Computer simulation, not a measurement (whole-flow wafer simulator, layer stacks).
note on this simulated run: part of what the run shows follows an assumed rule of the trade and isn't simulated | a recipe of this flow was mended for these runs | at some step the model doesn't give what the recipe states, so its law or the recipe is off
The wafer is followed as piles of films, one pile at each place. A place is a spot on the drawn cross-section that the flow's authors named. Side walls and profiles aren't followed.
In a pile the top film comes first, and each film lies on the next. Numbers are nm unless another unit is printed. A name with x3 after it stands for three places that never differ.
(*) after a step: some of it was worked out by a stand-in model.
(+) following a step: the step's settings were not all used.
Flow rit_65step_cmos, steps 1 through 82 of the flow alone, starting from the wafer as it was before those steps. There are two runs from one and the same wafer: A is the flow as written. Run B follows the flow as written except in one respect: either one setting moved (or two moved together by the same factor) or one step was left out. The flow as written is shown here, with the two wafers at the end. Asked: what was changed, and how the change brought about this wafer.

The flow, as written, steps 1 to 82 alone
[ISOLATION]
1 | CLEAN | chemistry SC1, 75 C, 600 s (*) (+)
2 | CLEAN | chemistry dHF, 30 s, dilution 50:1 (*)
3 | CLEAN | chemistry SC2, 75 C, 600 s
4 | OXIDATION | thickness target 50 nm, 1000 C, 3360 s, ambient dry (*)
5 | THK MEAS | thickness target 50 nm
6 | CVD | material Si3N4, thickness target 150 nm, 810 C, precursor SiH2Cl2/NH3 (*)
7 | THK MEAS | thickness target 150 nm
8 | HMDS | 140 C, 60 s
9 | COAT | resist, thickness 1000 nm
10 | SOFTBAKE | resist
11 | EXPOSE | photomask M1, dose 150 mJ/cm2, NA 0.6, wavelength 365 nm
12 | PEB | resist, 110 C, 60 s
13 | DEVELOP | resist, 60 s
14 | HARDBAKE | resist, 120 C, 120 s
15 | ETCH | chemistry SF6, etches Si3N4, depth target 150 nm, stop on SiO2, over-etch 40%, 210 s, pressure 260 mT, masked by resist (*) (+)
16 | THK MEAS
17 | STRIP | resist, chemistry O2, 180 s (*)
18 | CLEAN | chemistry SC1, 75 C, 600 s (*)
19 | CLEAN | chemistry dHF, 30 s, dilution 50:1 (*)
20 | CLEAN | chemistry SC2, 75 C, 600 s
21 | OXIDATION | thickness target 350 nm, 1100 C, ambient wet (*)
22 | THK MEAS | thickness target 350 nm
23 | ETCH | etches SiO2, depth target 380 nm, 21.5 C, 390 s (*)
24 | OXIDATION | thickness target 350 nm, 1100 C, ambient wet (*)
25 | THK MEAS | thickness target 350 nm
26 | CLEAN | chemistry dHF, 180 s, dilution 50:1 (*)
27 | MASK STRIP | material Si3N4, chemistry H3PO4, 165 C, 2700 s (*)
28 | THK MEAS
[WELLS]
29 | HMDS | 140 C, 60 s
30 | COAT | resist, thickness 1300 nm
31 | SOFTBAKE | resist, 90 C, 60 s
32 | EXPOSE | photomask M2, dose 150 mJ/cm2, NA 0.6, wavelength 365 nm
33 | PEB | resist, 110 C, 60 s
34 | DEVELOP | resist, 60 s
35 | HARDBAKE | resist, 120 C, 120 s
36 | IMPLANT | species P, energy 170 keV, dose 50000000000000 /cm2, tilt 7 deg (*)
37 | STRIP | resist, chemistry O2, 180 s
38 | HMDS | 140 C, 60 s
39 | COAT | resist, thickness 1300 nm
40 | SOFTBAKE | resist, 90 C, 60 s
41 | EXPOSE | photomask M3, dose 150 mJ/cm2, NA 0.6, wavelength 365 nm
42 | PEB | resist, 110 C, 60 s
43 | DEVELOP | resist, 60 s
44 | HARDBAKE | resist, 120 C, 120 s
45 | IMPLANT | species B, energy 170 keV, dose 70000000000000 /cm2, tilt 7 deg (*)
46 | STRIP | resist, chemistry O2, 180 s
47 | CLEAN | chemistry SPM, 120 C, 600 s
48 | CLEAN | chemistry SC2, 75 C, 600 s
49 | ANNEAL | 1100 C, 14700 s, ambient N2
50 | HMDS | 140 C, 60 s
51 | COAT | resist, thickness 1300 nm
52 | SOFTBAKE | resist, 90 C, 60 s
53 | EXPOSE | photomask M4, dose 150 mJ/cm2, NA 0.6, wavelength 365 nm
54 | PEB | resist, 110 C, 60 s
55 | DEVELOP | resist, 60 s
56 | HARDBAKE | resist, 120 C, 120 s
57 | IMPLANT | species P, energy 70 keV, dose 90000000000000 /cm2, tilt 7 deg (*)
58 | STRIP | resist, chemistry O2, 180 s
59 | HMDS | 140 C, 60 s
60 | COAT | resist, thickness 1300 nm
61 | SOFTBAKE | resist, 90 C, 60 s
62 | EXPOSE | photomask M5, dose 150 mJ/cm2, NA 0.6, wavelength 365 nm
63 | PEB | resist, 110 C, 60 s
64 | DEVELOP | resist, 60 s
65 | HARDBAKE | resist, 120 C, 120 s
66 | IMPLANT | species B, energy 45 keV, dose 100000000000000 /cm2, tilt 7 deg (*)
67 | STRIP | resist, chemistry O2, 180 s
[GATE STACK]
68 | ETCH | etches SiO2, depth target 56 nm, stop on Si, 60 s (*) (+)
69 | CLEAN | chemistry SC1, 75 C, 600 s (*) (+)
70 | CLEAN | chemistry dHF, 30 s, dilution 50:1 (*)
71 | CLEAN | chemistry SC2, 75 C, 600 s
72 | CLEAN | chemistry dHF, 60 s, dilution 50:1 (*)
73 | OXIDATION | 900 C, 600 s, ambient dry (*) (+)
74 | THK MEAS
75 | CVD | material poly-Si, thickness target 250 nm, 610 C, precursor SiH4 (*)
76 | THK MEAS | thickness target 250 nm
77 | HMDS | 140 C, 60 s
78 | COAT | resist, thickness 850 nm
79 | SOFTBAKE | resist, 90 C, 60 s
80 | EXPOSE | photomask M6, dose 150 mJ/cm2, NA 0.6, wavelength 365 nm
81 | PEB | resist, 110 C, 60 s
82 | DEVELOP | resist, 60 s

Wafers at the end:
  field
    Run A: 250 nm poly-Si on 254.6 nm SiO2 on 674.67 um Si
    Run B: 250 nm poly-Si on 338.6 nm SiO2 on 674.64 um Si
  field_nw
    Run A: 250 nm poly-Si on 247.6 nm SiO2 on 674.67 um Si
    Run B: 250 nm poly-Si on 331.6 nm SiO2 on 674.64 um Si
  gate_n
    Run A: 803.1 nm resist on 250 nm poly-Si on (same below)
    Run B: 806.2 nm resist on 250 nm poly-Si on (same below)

What caused this: step 24, OXIDATION: thickness target 434 nm was run, while the flow as written has thickness target 350 nm.

The path from the change to this, step by step:
  24 | OXIDATION | thickness target 350 nm, 1100 C, ambient wet (*)
      active_n, active_p, gate_n and 7 more: A +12 SiO2 (new film), -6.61 Si3N4 | B +15.8 SiO2 (new film), -8.72 Si3N4
      field, field_pw, field_nw, field_p: A +350 SiO2 (new film), -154 Si | B +434 SiO2 (new film), -191 Si
  26 | CLEAN | chemistry dHF, 180 s, dilution 50:1 (*)
      active_n, active_p, gate_n and 7 more: A -12 SiO2 (all of it), -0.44 Si3N4 | B -15.8 SiO2 (all of it), -0.08 Si3N4
  30 | COAT | resist, thickness 1300 nm
      field, field_p: A +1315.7 resist (new film) | B +1281.1 resist (new film)
  33 | PEB | resist, 110 C, 60 s
      field, field_p: A -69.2 resist | B -67.4 resist
      field_pw, field_nw: A -69.1 resist | B -67.7 resist
  34 | DEVELOP | resist, 60 s
      field_p: A -1246.5 resist (all of it) | B -1213.8 resist (all of it)
  35 | HARDBAKE | resist, 120 C, 120 s
      field: A -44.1 resist | B -42.9 resist
  37 | STRIP | resist, chemistry O2, 180 s
      field: A -1202.4 resist (all of it) | B -1170.7 resist (all of it)
  39 | COAT | resist, thickness 1300 nm
      field, field_p: A +1315.7 resist (new film) | B +1281.1 resist (new film)
  42 | PEB | resist, 110 C, 60 s
      field, field_p: A -69.2 resist | B -67.4 resist
      field_pw, field_nw: A -69.1 resist | B -67.7 resist
  43 | DEVELOP | resist, 60 s
      field: A -1246.5 resist (all of it) | B -1213.7 resist (all of it)
  44 | HARDBAKE | resist, 120 C, 120 s
      field_p: A -44.1 resist | B -42.9 resist
  46 | STRIP | resist, chemistry O2, 180 s
      field_p: A -1202.3 resist (all of it) | B -1170.8 resist (all of it)
  51 | COAT | resist, thickness 1300 nm
      field, field_p: A +1315.7 resist (new film) | B +1281.1 resist (new film)
  54 | PEB | resist, 110 C, 60 s
      field, field_p: A -69.2 resist | B -67.4 resist
      field_pw, field_nw: A -69.1 resist | B -67.7 resist
  55 | DEVELOP | resist, 60 s
      field_p: A -1246.5 resist (all of it) | B -1213.8 resist (all of it)
  56 | HARDBAKE | resist, 120 C, 120 s
      field: A -44.1 resist | B -42.9 resist
  ... another 8 steps ...
  82 | DEVELOP | resist, 60 s
      field: A -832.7 resist (all of it) | B -801.2 resist (all of it)
      field_pw: A -826 resist (all of it) | B -803.4 resist (all of it)
      (and at 2 other places as well)
